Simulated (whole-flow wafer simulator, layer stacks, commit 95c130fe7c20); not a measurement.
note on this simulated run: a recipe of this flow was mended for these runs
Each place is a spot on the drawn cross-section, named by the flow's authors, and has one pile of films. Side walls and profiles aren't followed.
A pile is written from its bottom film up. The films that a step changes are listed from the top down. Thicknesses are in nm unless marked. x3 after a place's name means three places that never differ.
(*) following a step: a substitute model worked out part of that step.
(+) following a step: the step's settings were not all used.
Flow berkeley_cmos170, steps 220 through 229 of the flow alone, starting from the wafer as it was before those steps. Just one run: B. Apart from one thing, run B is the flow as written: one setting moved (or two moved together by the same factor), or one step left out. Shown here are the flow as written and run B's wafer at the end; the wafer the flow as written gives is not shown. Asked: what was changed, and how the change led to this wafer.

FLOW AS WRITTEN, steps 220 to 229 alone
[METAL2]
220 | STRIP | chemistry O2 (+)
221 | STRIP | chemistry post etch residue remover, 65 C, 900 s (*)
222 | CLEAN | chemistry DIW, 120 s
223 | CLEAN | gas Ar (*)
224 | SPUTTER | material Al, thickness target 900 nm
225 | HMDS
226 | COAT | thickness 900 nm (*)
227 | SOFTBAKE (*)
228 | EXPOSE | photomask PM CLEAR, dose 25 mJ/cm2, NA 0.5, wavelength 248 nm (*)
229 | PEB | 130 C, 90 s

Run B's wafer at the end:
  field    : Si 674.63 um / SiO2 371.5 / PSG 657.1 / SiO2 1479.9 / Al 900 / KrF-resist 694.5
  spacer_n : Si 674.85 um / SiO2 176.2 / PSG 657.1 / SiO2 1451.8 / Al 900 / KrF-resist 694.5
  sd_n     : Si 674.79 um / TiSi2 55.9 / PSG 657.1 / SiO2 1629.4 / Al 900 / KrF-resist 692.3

What caused this: step 226, COAT: thickness 696 nm was run, though the flow has thickness 900 nm.

How this came from the change, step by step:
  226 | COAT | thickness 900 nm (*)
      field, mark: KrF-resist gains 696 (new film) (it would be, as written: KrF-resist gains 900 (new film))
      spacer_n, gate_n: KrF-resist gains 695.9 (new film) (it would be, as written: KrF-resist gains 899.9 (new film))
      (as well as at 9 more places)
  229 | PEB | 130 C, 90 s
      field, mark, spacer_n, gate_n, sd_p, spacer_p, gate_p: KrF-resist loses 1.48 (it would be, as written: KrF-resist loses 2)
      sd_n: KrF-resist loses 1.47 (it would be, as written: KrF-resist loses 1.99)
      (as well as at 5 more places)
